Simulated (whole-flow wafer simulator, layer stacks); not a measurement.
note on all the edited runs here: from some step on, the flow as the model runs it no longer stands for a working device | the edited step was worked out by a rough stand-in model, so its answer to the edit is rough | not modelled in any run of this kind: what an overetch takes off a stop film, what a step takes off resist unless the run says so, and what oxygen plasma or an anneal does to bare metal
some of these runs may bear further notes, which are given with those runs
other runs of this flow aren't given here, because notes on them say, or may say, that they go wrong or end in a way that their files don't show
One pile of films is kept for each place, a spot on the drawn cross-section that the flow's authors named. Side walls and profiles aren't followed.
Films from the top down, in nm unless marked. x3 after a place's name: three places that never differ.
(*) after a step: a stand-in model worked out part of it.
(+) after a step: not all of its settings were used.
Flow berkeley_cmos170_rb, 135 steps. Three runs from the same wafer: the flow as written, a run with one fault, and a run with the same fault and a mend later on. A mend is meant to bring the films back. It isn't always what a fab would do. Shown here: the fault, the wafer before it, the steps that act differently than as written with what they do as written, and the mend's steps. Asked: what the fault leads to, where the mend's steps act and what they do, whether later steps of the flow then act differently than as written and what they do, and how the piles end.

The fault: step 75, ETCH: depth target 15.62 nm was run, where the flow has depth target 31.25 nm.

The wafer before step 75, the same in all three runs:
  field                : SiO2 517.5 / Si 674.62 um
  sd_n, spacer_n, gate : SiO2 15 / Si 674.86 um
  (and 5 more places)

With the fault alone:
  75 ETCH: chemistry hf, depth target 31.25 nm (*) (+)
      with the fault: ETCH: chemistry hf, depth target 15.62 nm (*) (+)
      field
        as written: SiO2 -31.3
        with the fault: SiO2 -15.6
  Later steps of the flow that act differently than as written (23 more steps differ only slightly, by at most 2% or 0.5 nm, whichever is larger, and aren't shown):
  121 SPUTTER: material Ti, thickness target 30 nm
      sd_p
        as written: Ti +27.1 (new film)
        with the fault: Ti +25.5 (new film)
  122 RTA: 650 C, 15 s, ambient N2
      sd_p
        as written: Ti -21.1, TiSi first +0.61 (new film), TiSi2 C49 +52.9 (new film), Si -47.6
        with the fault: Ti -19.9, TiSi2 C49 +50.5 (new film), Si -45.1
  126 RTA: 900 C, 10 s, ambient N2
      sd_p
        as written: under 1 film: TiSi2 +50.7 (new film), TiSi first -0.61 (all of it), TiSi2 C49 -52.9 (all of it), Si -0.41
        with the fault: under 1 film: TiSi2 +47.6 (new film), TiSi2 C49 -50.5 (all of it)
  At the end the piles differ from the flow's by more than 2% or 0.5 nm, whichever is larger, at sd_p.
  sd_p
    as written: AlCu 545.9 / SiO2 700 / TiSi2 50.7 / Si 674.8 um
    with the fault: AlCu 541.4 / SiO2 700 / TiSi2 47.6 / Si 674.81 um

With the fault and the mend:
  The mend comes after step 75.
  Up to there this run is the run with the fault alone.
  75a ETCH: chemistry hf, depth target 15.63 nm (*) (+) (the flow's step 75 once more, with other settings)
      field
        SiO2 -15.6
  No later step of the flow acts differently than as written, at any place that is followed, by more than 2% or 0.5 nm, whichever is larger.
  At the end the piles are the same as the flow's at every place that both follow.
